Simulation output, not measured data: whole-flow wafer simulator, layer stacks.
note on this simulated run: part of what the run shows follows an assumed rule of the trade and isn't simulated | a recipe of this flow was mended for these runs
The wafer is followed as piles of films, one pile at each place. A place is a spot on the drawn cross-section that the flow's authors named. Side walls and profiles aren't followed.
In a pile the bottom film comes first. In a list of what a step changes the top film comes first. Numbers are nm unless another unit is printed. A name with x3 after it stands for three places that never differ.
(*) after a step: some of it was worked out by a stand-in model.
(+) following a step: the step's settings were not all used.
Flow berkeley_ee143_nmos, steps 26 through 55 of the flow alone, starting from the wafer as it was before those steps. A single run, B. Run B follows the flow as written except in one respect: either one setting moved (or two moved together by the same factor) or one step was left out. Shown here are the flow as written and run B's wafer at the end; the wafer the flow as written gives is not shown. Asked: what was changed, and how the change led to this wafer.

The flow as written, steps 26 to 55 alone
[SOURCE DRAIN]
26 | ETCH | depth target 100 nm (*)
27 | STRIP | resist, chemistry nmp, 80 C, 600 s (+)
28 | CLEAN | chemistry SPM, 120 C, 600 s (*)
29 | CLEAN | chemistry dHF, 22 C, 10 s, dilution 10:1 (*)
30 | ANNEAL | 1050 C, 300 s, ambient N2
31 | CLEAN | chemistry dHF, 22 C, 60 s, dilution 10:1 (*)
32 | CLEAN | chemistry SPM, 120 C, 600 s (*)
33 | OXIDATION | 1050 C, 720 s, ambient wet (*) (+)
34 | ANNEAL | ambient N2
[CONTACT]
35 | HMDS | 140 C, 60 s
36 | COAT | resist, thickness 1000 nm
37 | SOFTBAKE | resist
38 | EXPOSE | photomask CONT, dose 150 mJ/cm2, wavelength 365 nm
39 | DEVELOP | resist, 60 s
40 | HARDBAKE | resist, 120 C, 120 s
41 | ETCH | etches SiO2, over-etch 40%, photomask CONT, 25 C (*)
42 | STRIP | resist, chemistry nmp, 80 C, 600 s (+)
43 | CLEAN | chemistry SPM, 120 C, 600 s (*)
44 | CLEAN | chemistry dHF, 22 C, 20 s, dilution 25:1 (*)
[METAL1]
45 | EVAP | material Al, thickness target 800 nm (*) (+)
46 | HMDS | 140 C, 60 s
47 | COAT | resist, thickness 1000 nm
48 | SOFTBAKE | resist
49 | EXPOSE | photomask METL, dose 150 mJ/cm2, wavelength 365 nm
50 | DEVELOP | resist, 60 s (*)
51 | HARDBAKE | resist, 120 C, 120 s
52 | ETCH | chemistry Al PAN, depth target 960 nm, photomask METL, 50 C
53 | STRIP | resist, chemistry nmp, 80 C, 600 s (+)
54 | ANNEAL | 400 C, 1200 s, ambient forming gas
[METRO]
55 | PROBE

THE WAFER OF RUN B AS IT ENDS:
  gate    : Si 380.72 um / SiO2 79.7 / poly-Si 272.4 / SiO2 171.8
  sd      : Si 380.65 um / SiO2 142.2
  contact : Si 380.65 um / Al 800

What caused this: step 33, OXIDATION: 1020 C was run, while the flow as written has 1050 C.

Step by step, how the change led to this:
  33 | OXIDATION | 1050 C, 720 s, ambient wet (*) (+)
      sd, contact: SiO2 gains 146 (new film), chemical SiO2 loses 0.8 (all of it), Si loses 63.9 (it would be, as written: SiO2 gains 189.4 (new film), chemical SiO2 loses 0.8 (all of it), Si loses 83)
      gate: SiO2 gains 175.6 (new film), chemical SiO2 loses 0.8 (all of it), poly-Si loses 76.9 (it would be, as written: SiO2 gains 217.6 (new film), chemical SiO2 loses 0.8 (all of it), poly-Si loses 95.4)
      (and at 1 other place as well)
  41 | ETCH | etches SiO2, over-etch 40%, photomask CONT, 25 C (*)
      contact: SiO2 loses 146 (all of it) (it would be, as written: SiO2 loses 189.4 (all of it))
  47 | COAT | resist, thickness 1000 nm
      contact: resist gains 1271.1 (new film) (it would be, as written: resist gains 1301 (new film))
  51 | HARDBAKE | resist, 120 C, 120 s
      contact: resist loses 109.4 (it would be, as written: resist loses 112.2)
  53 | STRIP | resist, chemistry nmp, 80 C, 600 s (+)
      contact: resist loses 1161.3 (all of it) (it would be, as written: resist loses 1188.4 (all of it))
